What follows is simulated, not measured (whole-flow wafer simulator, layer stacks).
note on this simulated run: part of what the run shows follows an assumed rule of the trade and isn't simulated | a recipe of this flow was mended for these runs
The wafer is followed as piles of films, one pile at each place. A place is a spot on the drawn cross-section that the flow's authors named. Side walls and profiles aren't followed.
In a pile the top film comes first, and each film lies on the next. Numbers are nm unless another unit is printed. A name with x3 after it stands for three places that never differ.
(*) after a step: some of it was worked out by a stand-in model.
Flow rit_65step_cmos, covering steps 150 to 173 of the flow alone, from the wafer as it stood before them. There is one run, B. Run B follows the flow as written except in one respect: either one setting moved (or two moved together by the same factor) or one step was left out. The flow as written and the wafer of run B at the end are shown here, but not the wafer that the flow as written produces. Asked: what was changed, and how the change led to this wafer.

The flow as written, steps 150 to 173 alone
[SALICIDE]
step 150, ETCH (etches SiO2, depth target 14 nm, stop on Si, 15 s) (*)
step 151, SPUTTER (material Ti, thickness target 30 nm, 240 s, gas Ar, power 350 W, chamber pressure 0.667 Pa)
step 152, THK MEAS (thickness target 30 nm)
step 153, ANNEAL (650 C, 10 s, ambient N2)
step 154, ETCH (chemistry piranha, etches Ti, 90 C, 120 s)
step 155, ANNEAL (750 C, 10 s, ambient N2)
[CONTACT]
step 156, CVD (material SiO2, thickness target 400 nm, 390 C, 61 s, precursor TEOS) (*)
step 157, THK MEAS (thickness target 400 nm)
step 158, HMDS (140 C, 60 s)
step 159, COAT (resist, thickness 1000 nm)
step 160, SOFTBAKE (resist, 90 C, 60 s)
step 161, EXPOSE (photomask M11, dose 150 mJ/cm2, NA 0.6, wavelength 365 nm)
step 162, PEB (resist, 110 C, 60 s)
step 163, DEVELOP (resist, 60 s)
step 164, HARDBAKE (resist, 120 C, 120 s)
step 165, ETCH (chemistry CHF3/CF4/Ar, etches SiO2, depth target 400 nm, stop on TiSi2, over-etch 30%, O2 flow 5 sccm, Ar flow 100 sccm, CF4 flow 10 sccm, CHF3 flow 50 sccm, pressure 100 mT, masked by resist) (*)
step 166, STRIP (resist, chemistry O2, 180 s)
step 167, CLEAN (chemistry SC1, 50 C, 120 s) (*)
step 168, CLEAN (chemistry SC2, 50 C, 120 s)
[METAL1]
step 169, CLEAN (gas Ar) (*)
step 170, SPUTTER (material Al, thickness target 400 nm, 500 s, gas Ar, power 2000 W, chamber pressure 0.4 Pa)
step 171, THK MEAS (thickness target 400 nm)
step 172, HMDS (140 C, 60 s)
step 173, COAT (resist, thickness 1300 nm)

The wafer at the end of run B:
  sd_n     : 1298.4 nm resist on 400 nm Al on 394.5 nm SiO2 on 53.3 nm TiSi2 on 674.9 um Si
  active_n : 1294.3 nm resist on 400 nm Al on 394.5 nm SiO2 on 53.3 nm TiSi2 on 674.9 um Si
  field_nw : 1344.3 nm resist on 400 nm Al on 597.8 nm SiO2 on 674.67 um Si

What caused this: step 153, ANNEAL: 6 s was run, whereas the flow has 10 s.

How this came from the change, step by step:
  step 153, ANNEAL (650 C, 10 s, ambient N2)
      active_n, active_p, sd_n, sd_p, contact, m1: -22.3 Ti, +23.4 TiSi first (new film), +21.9 TiSi2 C49 (new film), -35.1 Si (as written it would have been: -23.4 Ti, +15 TiSi first (new film), +37.2 TiSi2 C49 (new film), -43.1 Si)
      gate_n, gate_p: -22.3 Ti, +23.4 TiSi first (new film), +21.9 TiSi2 C49 (new film), -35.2 poly-Si (as written it would have been: -23.4 Ti, +15 TiSi first (new film), +37.2 TiSi2 C49 (new film), -43.3 poly-Si)
  step 154, ETCH (chemistry piranha, etches Ti, 90 C, 120 s)
      active_n, active_p, gate_n, gate_p, sd_n, sd_p, contact, m1: -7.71 Ti (all of it), -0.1 TiSi first (as written it would have been: -6.6 Ti (all of it), -0.1 TiSi first)
  step 155, ANNEAL (750 C, 10 s, ambient N2)
      active_n, active_p, sd_n, sd_p, contact, m1: +53.3 TiSi2 (new film), -23.3 TiSi first (all of it), -21.9 TiSi2 C49 (all of it), -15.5 Si (as written it would have been: +55.9 TiSi2 (new film), -14.9 TiSi first (all of it), -37.2 TiSi2 C49 (all of it), -9.91 Si)
      gate_n, gate_p: +53.3 TiSi2 (new film), -23.3 TiSi first (all of it), -21.9 TiSi2 C49 (all of it), -15.5 poly-Si (as written it would have been: +55.9 TiSi2 (new film), -14.9 TiSi first (all of it), -37.2 TiSi2 C49 (all of it), -9.95 poly-Si)
